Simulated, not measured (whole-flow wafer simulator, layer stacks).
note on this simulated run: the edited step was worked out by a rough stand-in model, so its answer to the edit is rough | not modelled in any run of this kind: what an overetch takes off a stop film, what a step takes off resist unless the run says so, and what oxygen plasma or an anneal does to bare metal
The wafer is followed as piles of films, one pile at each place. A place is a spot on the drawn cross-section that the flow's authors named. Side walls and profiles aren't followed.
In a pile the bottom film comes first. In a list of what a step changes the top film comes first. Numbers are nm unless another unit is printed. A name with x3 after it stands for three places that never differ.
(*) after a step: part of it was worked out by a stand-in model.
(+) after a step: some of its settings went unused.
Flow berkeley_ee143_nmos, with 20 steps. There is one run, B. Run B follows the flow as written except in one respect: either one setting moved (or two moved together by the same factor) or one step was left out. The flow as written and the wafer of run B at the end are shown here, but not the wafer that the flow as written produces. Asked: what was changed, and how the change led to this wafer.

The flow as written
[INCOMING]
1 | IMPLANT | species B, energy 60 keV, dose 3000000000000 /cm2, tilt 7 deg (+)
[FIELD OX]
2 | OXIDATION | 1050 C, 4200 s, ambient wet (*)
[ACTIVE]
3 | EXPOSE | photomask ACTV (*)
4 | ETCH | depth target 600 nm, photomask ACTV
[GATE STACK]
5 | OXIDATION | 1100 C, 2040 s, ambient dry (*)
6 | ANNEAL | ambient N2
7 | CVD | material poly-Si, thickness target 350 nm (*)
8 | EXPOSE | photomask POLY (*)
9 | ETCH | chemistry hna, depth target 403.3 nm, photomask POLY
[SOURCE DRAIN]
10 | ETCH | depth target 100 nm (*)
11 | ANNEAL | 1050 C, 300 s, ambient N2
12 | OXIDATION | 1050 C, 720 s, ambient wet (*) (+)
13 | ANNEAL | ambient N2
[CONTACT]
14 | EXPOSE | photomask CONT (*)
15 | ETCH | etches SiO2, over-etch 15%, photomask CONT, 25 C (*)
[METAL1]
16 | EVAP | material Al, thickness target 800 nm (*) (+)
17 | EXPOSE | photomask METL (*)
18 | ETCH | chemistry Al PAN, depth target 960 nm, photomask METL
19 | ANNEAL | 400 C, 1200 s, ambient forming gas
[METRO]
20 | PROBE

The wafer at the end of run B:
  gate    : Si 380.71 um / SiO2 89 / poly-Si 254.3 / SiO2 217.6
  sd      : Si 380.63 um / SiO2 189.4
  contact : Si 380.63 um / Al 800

The reason: step 5, OXIDATION: 2448 s was run, though the flow has 2040 s.

The path from the change to this, step by step:
  5 | OXIDATION | 1100 C, 2040 s, ambient dry (*)
      gate, sd, contact: +89 SiO2 (new film), -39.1 Si (as written it would have been: +79.7 SiO2 (new film), -35.1 Si)
      field: +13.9 SiO2, -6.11 Si (as written it would have been: +11.6 SiO2, -5.1 Si)
  10 | ETCH | depth target 100 nm (*)
      sd, contact: -89 SiO2 (all of it) (as written it would have been: -79.7 SiO2 (all of it))
